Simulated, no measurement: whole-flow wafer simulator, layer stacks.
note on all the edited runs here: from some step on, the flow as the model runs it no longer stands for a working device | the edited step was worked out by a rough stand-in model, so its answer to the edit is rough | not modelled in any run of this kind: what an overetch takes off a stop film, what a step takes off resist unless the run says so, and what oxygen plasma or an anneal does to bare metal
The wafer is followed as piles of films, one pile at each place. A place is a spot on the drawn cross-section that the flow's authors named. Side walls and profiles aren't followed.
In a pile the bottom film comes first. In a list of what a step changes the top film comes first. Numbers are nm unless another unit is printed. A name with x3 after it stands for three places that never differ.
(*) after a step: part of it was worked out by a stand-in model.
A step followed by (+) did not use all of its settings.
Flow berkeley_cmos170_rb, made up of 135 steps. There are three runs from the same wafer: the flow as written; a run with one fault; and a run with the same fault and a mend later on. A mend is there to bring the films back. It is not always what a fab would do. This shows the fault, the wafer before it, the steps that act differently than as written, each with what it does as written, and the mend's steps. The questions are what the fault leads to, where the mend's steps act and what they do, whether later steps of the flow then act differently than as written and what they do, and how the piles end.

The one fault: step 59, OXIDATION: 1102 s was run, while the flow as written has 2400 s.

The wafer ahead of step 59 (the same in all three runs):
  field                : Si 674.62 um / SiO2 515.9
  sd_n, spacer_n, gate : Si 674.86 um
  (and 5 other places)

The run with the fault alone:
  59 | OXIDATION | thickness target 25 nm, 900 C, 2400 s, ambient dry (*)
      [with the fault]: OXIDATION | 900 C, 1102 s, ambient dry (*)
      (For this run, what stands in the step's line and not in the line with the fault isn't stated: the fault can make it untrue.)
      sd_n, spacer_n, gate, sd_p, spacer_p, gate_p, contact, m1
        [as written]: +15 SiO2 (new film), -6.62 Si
        [with the fault]: +9.23 SiO2 (new film), -4.06 Si
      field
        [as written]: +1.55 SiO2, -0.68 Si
        [with the fault]: +0.71 SiO2, -0.31 Si
  Steps later in the flow that act otherwise than as written (31 other steps are not shown; they differ only slightly, by no more than 2% or 0.5 nm, whichever is larger):
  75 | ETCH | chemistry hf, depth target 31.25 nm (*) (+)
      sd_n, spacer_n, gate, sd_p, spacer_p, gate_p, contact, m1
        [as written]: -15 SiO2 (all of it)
        [with the fault]: -9.23 SiO2 (all of it)
  At the end the piles are close to the flow's at the places that both follow, differing by at most 2% or 0.5 nm, whichever is larger.

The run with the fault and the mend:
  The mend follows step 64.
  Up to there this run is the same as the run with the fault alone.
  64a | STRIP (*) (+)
      sd_p
        -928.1 KrF resist (all of it)
      spacer_p
        -911.2 KrF resist (all of it)
      gate_p
        -910.4 KrF resist (all of it)
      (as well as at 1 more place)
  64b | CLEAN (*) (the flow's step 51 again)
      leaves every film unchanged at each place that is followed
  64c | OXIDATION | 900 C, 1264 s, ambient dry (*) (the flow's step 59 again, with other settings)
      sd_n, spacer_n, gate, sd_p, spacer_p, gate_p, contact, m1
        +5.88 SiO2, -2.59 Si
      field
        +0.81 SiO2, -0.36 Si
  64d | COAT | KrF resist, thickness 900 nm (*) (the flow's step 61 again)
      field
        +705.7 KrF resist (new film)
      sd_n
        +957.4 KrF resist (new film)
      spacer_n
        +924.9 KrF resist (new film)
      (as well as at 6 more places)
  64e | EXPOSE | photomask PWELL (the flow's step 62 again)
      leaves every film unchanged at each place that is followed
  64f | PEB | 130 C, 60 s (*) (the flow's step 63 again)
      leaves every film unchanged at each place that is followed
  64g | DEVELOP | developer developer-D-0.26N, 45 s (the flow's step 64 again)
      sd_p, spacer_p, gate_p, m1
        -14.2 KrF resist
      field
        -705.7 KrF resist (all of it)
      sd_n
        -957.4 KrF resist (all of it)
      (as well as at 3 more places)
  Every later step of the flow that is run acts as written, at every place that is followed, to within 2% or 0.5 nm, whichever is larger.
  At the end the piles are close to the flow's at the places that both follow, differing by at most 2% or 0.5 nm, whichever is larger.
